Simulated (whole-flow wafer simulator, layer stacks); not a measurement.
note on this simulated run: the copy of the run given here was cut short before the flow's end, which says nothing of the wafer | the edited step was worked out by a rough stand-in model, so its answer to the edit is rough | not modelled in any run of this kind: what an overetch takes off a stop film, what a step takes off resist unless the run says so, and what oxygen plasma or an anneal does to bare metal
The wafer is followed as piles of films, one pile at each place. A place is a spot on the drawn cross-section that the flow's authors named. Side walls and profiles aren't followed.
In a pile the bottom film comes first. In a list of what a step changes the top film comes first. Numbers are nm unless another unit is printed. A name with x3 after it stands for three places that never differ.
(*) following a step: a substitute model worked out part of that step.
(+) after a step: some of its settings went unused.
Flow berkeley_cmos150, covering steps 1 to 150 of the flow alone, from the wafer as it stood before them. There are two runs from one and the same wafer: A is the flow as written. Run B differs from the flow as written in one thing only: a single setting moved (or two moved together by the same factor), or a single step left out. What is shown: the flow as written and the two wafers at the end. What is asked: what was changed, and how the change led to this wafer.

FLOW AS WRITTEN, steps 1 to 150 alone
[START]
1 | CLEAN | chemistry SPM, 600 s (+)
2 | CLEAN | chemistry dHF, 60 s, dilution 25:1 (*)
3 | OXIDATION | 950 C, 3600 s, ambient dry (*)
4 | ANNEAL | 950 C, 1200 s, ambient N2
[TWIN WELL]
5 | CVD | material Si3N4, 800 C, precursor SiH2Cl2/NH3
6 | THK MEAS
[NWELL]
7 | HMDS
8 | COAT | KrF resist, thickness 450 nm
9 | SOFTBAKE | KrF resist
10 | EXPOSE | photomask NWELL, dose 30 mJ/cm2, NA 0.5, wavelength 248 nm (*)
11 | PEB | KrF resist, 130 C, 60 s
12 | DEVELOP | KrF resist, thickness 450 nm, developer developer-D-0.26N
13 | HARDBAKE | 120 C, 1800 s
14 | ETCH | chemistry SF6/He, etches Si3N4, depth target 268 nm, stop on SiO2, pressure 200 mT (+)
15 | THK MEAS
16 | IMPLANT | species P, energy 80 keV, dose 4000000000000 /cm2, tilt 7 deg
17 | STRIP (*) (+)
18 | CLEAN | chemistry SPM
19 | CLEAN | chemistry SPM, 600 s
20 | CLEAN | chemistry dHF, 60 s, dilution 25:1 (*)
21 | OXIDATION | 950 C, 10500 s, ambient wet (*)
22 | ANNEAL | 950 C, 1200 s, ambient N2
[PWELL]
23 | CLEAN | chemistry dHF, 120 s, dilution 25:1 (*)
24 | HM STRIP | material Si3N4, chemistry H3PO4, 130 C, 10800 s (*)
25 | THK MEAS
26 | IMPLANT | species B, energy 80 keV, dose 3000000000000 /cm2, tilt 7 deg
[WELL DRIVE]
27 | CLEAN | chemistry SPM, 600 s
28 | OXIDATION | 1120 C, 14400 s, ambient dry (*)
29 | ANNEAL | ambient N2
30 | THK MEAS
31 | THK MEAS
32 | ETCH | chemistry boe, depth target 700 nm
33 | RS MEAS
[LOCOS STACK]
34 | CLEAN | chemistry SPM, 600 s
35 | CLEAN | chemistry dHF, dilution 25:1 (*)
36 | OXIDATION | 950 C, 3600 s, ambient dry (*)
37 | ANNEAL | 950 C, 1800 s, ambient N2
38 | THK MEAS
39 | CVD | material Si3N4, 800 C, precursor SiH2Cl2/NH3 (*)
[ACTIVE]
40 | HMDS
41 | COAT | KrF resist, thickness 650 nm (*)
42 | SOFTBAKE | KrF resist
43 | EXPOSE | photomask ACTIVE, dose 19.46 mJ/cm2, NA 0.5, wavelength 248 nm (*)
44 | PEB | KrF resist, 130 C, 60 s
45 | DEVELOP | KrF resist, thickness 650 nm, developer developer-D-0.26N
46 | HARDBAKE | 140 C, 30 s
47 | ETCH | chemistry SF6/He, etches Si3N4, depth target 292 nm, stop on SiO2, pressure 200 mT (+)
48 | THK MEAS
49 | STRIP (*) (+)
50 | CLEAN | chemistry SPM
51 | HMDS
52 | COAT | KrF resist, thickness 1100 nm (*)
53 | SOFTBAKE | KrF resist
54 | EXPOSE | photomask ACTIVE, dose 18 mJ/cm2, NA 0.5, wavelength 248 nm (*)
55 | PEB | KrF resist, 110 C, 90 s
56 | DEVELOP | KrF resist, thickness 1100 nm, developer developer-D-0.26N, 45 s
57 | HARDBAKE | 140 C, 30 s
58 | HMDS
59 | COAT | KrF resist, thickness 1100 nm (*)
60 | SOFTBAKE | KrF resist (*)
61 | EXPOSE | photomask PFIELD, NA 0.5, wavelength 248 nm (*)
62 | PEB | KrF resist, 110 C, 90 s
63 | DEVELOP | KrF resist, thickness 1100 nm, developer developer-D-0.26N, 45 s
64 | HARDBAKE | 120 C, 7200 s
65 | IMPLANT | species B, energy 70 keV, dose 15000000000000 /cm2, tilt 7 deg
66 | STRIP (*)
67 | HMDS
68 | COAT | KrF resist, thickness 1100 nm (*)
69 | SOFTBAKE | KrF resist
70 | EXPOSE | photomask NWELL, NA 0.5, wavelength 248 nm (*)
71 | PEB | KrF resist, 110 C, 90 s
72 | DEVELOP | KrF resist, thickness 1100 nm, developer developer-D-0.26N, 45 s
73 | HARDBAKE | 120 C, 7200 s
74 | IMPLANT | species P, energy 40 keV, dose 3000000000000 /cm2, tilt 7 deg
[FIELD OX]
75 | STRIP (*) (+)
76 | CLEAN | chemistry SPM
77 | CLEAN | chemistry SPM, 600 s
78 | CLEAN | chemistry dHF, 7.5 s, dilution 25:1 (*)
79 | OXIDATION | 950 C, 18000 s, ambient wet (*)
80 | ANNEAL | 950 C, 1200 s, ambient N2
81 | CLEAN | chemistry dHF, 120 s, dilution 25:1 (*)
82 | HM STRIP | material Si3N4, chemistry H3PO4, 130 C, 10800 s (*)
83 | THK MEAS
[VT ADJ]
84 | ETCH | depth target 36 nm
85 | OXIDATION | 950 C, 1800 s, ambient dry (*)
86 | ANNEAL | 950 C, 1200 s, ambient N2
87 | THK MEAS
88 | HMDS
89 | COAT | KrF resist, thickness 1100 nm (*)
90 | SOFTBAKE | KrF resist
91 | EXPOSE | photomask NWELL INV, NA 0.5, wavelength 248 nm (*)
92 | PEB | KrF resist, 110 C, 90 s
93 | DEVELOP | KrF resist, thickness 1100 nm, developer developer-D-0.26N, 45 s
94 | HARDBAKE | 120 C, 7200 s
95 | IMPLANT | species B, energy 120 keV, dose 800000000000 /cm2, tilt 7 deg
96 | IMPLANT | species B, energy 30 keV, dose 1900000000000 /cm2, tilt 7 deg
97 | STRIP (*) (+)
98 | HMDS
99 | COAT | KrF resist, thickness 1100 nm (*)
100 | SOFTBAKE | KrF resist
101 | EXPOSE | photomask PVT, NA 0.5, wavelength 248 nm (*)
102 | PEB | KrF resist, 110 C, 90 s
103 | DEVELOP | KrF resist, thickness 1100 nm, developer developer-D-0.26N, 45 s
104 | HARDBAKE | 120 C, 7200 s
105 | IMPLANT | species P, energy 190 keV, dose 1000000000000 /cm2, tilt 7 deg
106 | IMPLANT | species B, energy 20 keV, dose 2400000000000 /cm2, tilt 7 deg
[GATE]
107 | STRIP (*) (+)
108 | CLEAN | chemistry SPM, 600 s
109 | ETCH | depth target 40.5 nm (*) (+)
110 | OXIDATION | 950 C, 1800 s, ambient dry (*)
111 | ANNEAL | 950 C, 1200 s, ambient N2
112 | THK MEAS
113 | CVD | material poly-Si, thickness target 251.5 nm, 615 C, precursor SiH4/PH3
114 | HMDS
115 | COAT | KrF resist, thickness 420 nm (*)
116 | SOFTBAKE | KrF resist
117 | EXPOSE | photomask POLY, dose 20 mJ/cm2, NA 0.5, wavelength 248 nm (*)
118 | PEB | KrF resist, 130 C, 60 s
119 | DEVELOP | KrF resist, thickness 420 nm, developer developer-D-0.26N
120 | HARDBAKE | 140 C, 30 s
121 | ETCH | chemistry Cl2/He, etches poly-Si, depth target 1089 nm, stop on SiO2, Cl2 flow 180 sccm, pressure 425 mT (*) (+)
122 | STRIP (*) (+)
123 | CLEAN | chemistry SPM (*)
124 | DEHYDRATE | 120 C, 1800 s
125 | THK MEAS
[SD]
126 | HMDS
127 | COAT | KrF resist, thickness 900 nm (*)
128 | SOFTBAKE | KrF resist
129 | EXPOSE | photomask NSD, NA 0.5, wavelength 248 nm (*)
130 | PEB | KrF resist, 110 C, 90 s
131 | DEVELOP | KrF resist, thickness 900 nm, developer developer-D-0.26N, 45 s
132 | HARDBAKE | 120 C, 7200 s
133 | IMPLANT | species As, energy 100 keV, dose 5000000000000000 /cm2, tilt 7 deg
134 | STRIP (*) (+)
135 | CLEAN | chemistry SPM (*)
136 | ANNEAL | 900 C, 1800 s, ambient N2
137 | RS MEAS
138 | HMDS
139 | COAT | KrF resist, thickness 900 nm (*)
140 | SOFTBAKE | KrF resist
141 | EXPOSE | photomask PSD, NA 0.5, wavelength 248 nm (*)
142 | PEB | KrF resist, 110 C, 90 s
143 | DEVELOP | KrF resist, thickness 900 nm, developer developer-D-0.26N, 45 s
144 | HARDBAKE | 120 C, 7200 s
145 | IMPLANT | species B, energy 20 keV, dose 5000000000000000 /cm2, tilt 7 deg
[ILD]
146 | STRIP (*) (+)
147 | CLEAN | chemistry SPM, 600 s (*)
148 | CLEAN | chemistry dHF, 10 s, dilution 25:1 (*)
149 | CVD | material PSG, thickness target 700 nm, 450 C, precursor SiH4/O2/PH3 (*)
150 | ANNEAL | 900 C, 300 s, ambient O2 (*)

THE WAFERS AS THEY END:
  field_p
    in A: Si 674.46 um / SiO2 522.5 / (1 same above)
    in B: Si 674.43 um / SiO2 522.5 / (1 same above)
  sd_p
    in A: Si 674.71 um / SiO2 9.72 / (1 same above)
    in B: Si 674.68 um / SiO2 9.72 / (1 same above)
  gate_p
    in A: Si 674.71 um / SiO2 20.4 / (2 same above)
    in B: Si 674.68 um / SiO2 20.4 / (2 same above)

What caused this: step 21, OXIDATION: 12600 s was run, though the flow has 10500 s.

The path from the change to this, step by step:
  21 | OXIDATION | 950 C, 10500 s, ambient wet (*)
      field, sd_n, gate_n, contact, m1: A +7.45 SiO2 (new film), -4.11 Si3N4 | B +8.61 SiO2 (new film), -4.75 Si3N4
      field_p, sd_p, gate_p: A +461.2 SiO2, -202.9 Si | B +525.4 SiO2, -231.2 Si
  23 | CLEAN | chemistry dHF, 120 s, dilution 25:1 (*)
      field, sd_n, gate_n, contact, m1: A -7.45 SiO2 (all of it), -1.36 Si3N4 | B -8.61 SiO2 (all of it), -1.26 Si3N4
  28 | OXIDATION | 1120 C, 14400 s, ambient dry (*)
      field_p, sd_p, gate_p: A +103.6 SiO2, -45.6 Si | B +93.9 SiO2, -41.3 Si
  32 | ETCH | chemistry boe, depth target 700 nm
      field_p, sd_p, gate_p: A -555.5 SiO2 (all of it) | B -610 SiO2 (all of it)
  115 | COAT | KrF resist, thickness 420 nm (*)
      field_p: A +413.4 KrF resist (new film) | B +422.9 KrF resist (new film)
  119 | DEVELOP | KrF resist, thickness 420 nm, developer developer-D-0.26N
      field_p: A -412.9 KrF resist (all of it) | B -422.3 KrF resist (all of it)
  122 | STRIP (*) (+)
      gate_p: A +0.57 chemical SiO2 (new film), -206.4 KrF resist (all of it), -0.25 poly-Si | B +0.58 chemical SiO2 (new film), -211.8 KrF resist (all of it), -0.25 poly-Si
